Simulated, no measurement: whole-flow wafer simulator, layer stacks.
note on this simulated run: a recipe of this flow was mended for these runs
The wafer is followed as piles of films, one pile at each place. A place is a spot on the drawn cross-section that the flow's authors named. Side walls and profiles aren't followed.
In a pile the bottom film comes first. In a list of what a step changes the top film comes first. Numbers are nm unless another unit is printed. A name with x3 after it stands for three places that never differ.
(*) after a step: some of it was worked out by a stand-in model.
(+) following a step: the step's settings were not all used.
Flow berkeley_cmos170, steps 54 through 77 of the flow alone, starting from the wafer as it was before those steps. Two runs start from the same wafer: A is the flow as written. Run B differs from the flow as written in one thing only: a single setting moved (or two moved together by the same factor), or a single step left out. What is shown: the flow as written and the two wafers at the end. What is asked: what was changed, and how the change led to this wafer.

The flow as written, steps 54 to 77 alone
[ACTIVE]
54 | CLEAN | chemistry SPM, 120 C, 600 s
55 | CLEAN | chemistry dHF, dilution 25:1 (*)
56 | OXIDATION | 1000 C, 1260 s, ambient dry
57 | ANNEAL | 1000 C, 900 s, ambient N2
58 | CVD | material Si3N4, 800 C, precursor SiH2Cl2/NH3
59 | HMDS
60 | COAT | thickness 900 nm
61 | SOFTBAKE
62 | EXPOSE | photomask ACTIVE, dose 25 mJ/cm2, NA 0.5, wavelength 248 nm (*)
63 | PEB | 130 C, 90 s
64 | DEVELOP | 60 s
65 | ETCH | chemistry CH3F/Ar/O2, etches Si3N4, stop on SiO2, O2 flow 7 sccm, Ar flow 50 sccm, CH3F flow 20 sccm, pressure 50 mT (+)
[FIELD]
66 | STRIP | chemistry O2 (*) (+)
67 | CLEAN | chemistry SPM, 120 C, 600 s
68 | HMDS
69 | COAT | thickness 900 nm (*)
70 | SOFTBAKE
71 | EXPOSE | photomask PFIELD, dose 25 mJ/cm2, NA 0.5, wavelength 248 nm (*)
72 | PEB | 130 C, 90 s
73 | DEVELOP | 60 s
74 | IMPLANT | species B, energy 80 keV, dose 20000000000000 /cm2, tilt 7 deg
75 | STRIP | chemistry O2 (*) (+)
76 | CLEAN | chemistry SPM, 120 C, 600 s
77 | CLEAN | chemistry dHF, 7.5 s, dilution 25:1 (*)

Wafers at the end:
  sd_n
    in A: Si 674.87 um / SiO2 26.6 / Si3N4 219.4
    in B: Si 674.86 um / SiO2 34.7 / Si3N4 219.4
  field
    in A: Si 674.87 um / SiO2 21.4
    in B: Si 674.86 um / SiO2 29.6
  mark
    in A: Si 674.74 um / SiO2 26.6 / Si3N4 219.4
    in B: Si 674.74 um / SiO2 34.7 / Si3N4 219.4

The reason: step 56, OXIDATION: 1031 C was run, while the flow as written has 1000 C.

How this came from the change, step by step:
  56 | OXIDATION | 1000 C, 1260 s, ambient dry
      field, mark, sd_n and 10 more: A +26.6 SiO2 (new film), -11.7 Si | B +34.7 SiO2 (new film), -15.3 Si
